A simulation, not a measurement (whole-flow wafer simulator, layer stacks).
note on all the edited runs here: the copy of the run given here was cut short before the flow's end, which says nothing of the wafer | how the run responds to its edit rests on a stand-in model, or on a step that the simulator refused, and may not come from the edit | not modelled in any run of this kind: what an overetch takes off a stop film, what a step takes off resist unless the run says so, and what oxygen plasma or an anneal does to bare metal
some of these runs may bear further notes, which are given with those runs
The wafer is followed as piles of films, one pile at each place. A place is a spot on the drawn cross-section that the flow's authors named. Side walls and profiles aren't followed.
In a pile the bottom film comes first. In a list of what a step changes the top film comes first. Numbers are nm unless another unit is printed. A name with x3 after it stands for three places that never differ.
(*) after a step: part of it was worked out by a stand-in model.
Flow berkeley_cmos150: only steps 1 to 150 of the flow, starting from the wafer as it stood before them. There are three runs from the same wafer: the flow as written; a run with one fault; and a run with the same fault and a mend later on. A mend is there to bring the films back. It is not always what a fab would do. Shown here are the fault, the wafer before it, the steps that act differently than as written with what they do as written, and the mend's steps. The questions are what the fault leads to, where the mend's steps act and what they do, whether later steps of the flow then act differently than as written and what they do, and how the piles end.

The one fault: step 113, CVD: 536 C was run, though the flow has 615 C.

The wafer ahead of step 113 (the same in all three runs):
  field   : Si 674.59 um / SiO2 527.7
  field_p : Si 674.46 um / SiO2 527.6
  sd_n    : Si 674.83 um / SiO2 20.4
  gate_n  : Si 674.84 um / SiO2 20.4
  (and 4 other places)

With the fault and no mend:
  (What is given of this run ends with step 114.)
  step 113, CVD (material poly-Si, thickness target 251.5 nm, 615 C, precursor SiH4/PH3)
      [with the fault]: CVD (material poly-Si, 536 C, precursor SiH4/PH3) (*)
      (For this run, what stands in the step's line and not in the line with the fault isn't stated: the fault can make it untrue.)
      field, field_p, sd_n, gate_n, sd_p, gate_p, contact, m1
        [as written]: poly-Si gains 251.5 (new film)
        [with the fault]: poly-Si gains 31.7 (new film)
  Every later step of the flow up to step 114 that is run acts as written at every place that is followed.
  Once step 114 is done, the piles at field, field_p, sd_n, gate_n, sd_p, gate_p, contact, m1 depart from the flow's by more than 2% or 0.5 nm, whichever is larger.
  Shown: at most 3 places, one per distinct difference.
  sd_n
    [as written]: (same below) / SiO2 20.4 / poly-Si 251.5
    [with the fault]: (same below) / SiO2 20.4 / poly-Si 31.7
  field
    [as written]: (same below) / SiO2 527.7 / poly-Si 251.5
    [with the fault]: (same below) / SiO2 527.7 / poly-Si 31.7
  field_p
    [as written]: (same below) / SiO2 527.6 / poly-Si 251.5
    [with the fault]: (same below) / SiO2 527.6 / poly-Si 31.7

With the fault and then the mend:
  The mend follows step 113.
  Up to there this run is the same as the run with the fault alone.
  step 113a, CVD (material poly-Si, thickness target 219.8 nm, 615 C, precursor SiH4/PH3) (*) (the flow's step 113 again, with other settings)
      field, field_p, sd_n, gate_n, sd_p, gate_p, contact, m1
        poly-Si gains 219.8
  Every later step of the flow that is run acts as written, at every place that is followed, to within 2% or 0.5 nm, whichever is larger.
  The piles end only slightly different from the flow's at the places that both follow, by no more than 2% or 0.5 nm, whichever is larger.
